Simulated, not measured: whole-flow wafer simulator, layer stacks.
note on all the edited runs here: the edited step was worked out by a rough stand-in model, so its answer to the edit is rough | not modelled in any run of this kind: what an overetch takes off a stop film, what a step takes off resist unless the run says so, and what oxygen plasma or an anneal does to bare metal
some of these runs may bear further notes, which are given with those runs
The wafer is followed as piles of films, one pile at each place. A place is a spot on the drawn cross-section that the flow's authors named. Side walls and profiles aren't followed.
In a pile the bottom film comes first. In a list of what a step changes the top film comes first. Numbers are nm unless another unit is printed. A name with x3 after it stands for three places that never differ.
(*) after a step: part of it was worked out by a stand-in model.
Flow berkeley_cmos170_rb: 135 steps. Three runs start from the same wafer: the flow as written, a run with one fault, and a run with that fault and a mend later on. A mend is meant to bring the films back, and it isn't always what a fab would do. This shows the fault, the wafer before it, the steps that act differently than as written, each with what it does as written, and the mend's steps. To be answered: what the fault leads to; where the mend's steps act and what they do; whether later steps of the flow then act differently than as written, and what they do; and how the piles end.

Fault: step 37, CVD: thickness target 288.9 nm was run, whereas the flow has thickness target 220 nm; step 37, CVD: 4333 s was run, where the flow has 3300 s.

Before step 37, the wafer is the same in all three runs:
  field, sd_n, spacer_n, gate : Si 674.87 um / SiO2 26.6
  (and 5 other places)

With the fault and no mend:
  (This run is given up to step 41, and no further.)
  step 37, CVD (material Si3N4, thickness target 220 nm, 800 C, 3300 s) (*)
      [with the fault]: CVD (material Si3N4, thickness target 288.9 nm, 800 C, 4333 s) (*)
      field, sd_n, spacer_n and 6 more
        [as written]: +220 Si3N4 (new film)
        [with the fault]: +288.9 Si3N4 (new film)
  Later steps of the flow up to step 41 that are run all act as written at every place that is followed.
  Once step 41 is done, the piles at field, sd_n, spacer_n and 6 more depart from the flow's by more than 2% or 0.5 nm, whichever is larger.
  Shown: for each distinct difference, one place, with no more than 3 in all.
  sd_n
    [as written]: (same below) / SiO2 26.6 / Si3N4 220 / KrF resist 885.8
    [with the fault]: (same below) / SiO2 26.6 / Si3N4 288.9 / KrF resist 885.8
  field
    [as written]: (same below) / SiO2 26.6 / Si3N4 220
    [with the fault]: (same below) / SiO2 26.6 / Si3N4 288.9

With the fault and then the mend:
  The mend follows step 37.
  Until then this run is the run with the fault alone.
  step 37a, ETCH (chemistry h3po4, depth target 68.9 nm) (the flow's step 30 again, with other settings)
      field, sd_n, spacer_n and 6 more
        -68.9 Si3N4
  Later steps of the flow that are run all act as written at every place that is followed.
  By the end, the piles equal the flow's at every place that both follow.
